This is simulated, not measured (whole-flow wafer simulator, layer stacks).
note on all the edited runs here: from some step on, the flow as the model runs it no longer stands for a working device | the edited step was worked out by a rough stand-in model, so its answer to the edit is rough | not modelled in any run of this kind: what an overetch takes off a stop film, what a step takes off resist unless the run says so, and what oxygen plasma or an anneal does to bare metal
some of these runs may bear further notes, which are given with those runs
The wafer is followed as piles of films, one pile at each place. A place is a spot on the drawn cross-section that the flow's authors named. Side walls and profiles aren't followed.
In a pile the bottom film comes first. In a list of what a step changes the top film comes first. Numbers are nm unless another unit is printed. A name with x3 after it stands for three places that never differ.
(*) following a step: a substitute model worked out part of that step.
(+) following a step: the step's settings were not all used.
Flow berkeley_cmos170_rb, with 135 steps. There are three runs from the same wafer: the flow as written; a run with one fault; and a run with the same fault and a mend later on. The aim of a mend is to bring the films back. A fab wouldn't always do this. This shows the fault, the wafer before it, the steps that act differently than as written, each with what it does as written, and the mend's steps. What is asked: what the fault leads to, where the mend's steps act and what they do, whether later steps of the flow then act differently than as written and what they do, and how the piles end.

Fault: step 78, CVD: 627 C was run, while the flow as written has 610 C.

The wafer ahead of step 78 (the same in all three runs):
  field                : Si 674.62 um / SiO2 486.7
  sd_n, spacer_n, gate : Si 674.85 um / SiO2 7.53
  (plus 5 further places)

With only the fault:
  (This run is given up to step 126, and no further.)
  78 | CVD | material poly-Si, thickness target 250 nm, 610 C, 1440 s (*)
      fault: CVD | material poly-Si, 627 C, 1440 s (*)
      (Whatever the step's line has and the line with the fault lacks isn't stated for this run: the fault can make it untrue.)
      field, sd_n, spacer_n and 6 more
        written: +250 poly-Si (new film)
        fault: +348.3 poly-Si (new film)
  Steps later in the flow that act otherwise than as written (6 other steps are not shown; they differ only slightly, by no more than 2% or 0.5 nm, whichever is larger):
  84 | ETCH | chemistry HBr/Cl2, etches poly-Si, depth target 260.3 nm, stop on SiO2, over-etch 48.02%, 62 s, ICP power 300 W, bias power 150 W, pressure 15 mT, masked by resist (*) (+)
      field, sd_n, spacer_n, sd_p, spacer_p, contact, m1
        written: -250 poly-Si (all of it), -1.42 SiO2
        fault: -348.3 poly-Si (all of it), -0.18 SiO2
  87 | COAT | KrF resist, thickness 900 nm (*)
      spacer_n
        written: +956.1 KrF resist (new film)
        fault: +977.6 KrF resist (new film)
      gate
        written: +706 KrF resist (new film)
        fault: +631.6 KrF resist (new film)
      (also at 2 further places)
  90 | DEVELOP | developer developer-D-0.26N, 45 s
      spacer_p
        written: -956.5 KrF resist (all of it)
        fault: -978.9 KrF resist (all of it)
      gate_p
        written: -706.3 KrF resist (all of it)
        fault: -632.5 KrF resist (all of it)
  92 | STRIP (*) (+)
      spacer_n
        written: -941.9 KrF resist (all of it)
        fault: -963.4 KrF resist (all of it)
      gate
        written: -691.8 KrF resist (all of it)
        fault: -617.4 KrF resist (all of it)
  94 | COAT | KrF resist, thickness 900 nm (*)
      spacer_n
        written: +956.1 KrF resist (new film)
        fault: +977.6 KrF resist (new film)
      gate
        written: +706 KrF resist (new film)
        fault: +631.6 KrF resist (new film)
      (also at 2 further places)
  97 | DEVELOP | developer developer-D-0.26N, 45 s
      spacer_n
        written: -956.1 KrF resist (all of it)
        fault: -977.6 KrF resist (all of it)
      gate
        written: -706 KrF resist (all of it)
        fault: -631.6 KrF resist (all of it)
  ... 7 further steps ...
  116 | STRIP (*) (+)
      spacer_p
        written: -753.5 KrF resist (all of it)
        fault: -685 KrF resist (all of it)
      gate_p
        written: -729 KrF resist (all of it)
        fault: -662.3 KrF resist (all of it)
  Once step 126 is done, the piles at spacer_n, gate, spacer_p, gate_p depart from the flow's by more than 2% or 0.5 nm, whichever is larger.
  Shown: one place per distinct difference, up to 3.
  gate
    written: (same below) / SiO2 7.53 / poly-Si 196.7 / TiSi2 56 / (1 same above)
    fault: (same below) / SiO2 7.53 / poly-Si 295 / TiSi2 56 / (1 same above)
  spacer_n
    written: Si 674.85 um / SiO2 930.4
    fault: Si 674.85 um / SiO2 1028.8
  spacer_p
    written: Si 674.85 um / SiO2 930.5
    fault: Si 674.85 um / SiO2 1028.8

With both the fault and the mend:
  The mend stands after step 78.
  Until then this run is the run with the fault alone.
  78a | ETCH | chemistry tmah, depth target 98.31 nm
      field, sd_n, spacer_n and 6 more
        -98.3 poly-Si
  Later steps of the flow that are run all act as written at every place that is followed.
  By the end, the piles equal the flow's at every place that both follow.
